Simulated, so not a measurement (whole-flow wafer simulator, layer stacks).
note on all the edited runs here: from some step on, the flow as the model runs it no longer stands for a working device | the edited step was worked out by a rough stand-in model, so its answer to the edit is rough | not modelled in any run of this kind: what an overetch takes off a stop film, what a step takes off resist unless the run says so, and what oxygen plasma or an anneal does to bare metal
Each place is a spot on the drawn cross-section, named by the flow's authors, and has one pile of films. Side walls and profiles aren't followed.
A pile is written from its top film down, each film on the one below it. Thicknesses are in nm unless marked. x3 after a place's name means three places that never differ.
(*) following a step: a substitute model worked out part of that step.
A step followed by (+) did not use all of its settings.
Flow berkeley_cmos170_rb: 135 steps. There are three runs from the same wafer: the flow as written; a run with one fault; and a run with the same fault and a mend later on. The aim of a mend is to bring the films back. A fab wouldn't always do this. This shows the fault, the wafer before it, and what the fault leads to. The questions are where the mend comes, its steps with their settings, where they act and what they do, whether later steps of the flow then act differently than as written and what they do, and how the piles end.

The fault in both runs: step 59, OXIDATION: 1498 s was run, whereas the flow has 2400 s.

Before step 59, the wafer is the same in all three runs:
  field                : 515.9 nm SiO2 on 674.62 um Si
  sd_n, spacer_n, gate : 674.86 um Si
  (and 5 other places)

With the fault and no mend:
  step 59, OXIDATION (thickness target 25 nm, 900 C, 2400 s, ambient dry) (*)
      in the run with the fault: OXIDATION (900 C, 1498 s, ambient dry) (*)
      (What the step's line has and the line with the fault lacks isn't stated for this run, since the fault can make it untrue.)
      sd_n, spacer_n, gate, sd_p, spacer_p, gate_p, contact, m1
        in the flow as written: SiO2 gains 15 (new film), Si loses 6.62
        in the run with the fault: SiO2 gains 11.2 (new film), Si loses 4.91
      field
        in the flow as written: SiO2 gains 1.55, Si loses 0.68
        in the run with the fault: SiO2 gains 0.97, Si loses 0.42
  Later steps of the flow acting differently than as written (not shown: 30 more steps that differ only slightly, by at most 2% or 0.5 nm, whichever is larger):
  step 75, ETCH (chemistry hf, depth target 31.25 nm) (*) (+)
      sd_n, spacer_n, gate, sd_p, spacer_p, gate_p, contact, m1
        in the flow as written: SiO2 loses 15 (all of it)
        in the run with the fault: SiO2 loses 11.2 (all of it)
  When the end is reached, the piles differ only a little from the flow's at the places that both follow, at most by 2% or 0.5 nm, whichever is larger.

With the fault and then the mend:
  The mend stands after step 64.
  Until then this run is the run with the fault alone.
  step 64a, STRIP (*) (+)
      sd_p
        KrF resist loses 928 (all of it)
      spacer_p
        KrF resist loses 911.2 (all of it)
      gate_p
        KrF resist loses 910.3 (all of it)
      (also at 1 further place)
  step 64b, CLEAN (*) (the flow's step 51 again)
      leaves every film unchanged at each place that is followed
  step 64c, OXIDATION (900 C, 887 s, ambient dry) (*) (the flow's step 59 again, with other settings)
      sd_n, spacer_n, gate, sd_p, spacer_p, gate_p, contact, m1
        SiO2 gains 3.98, Si loses 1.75
      field
        SiO2 gains 0.57, Si loses 0.25
  step 64d, COAT (KrF resist, thickness 900 nm) (*) (the flow's step 61 again)
      field
        KrF resist gains 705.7 (new film)
      sd_n
        KrF resist gains 957.4 (new film)
      spacer_n
        KrF resist gains 924.9 (new film)
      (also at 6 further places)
  step 64e, EXPOSE (photomask PWELL) (the flow's step 62 again)
      leaves every film unchanged at each place that is followed
  step 64f, PEB (130 C, 60 s) (*) (the flow's step 63 again)
      leaves every film unchanged at each place that is followed
  step 64g, DEVELOP (developer developer-D-0.26N, 45 s) (the flow's step 64 again)
      sd_p, spacer_p, gate_p, m1
        KrF resist loses 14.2
      field
        KrF resist loses 705.7 (all of it)
      sd_n
        KrF resist loses 957.4 (all of it)
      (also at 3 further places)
  Later steps of the flow that are run all act as written at every place that is followed, up to a difference of at most 2% or 0.5 nm, whichever is larger.
  When the end is reached, the piles differ only a little from the flow's at the places that both follow, at most by 2% or 0.5 nm, whichever is larger.
